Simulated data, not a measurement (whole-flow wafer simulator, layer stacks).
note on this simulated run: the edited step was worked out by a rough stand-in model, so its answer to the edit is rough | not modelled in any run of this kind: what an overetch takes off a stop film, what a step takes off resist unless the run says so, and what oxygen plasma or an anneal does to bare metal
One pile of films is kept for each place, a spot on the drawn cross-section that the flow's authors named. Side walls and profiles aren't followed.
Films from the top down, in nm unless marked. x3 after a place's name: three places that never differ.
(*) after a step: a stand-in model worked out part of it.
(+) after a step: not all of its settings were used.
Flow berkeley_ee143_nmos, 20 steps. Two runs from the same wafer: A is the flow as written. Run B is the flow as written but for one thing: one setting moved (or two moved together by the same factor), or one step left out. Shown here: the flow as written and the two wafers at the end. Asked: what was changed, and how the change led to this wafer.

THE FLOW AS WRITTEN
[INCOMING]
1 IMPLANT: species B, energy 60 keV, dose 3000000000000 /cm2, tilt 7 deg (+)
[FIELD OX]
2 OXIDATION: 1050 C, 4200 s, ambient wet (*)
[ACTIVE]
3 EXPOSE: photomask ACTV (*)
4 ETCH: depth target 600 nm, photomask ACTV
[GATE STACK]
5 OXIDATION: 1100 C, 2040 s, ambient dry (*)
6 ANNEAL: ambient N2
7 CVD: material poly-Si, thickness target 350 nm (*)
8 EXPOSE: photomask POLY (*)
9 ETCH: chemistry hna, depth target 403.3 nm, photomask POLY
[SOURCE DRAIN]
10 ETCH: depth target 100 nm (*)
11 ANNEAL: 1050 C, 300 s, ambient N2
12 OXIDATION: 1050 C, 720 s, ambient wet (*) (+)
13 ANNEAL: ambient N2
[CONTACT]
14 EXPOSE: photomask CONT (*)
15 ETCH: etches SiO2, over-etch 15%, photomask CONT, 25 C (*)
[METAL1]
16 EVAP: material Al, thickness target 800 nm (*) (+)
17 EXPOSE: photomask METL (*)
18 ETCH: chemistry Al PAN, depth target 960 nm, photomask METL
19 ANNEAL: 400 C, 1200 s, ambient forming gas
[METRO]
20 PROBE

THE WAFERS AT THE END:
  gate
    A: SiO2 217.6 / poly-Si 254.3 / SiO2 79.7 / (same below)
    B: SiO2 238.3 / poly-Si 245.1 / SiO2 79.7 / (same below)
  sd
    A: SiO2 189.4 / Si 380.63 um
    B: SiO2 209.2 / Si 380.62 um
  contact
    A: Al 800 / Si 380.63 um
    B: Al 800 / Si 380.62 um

The cause: step 12, OXIDATION: 828 s was run, where the flow has 720 s.

How the change led to this, step by step:
  12 OXIDATION: 1050 C, 720 s, ambient wet (*) (+)
      sd, contact: A SiO2 +189.4 (new film), Si -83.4 | B SiO2 +209.2 (new film), Si -92
      gate: A SiO2 +217.6 (new film), poly-Si -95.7 | B SiO2 +238.3 (new film), poly-Si -104.9
      (and at 1 more place)
  15 ETCH: etches SiO2, over-etch 15%, photomask CONT, 25 C (*)
      contact: A SiO2 -189.4 (all of it) | B SiO2 -209.2 (all of it)
